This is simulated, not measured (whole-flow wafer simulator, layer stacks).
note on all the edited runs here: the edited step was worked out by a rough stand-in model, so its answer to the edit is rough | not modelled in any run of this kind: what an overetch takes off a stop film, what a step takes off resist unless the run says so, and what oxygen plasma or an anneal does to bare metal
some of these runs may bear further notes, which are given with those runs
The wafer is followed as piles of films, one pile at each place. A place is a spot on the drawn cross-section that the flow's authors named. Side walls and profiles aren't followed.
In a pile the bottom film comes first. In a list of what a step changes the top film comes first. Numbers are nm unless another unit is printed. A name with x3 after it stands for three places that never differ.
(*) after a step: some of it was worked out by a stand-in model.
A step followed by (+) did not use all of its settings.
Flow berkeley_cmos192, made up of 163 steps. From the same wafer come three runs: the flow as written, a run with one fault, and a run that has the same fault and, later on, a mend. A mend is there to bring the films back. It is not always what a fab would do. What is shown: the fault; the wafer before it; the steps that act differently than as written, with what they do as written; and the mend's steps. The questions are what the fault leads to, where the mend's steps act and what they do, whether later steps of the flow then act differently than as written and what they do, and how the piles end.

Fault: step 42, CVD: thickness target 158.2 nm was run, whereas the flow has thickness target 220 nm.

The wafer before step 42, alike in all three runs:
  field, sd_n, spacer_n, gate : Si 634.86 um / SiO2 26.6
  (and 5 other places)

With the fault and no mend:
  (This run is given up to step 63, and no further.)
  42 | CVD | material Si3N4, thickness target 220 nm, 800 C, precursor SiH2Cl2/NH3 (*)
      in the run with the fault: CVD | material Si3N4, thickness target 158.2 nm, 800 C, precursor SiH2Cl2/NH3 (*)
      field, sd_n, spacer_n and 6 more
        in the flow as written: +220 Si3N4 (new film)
        in the run with the fault: +158.2 Si3N4 (new film)
  Later steps of the flow acting differently than as written (2 more steps, not shown, differ only slightly: by at most 2% or 0.5 nm, whichever is larger):
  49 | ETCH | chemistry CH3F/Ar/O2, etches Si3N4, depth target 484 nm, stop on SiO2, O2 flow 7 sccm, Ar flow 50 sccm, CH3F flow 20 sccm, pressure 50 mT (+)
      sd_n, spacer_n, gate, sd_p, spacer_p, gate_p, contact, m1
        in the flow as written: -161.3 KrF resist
        in the run with the fault: -120.1 KrF resist
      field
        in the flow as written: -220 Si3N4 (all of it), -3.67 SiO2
        in the run with the fault: -158.2 Si3N4 (all of it), -3.67 SiO2
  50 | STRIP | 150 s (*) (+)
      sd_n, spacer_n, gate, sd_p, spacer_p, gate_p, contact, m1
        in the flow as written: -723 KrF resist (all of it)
        in the run with the fault: -764.2 KrF resist (all of it)
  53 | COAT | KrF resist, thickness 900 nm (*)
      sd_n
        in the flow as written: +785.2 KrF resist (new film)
        in the run with the fault: +816.7 KrF resist (new film)
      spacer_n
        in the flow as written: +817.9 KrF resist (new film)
        in the run with the fault: +839.8 KrF resist (new film)
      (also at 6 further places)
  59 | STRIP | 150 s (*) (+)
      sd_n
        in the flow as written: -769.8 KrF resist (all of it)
        in the run with the fault: -801.2 KrF resist (all of it)
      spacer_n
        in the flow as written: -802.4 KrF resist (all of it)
        in the run with the fault: -824.3 KrF resist (all of it)
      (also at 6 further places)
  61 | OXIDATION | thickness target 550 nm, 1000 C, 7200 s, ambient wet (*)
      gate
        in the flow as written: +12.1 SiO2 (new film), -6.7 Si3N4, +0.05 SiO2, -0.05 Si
        in the run with the fault: +12.1 SiO2 (new film), -6.7 Si3N4
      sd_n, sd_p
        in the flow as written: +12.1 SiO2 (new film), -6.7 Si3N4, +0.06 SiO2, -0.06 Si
        in the run with the fault: +12.1 SiO2 (new film), -6.7 Si3N4, +1.19 SiO2, -0.53 Si
  Once step 63 is done, the piles at sd_n, spacer_n, gate, sd_p, spacer_p, gate_p, contact, m1 depart from the flow's by more than 2% or 0.5 nm, whichever is larger.
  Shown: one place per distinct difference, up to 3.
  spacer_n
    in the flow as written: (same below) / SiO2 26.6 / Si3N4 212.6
    in the run with the fault: (same below) / SiO2 26.6 / Si3N4 150.8
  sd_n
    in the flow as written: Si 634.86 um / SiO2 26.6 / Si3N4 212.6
    in the run with the fault: Si 634.86 um / SiO2 27.7 / Si3N4 150.8
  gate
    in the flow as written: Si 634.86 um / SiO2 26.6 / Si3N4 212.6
    in the run with the fault: Si 634.86 um / SiO2 26.6 / Si3N4 150.8

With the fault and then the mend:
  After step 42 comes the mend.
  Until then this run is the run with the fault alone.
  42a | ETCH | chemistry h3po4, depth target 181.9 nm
      field, sd_n, spacer_n and 6 more
        -158.2 Si3N4 (all of it)
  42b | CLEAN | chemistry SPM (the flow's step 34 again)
      does not change any film at any place that is followed
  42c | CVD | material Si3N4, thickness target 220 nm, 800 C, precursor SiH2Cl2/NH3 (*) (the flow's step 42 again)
      field, sd_n, spacer_n and 6 more
        +220 Si3N4 (new film)
  Later steps of the flow that are run all act as written at every place that is followed.
  The piles end the same as the flow's at every place that both follow.
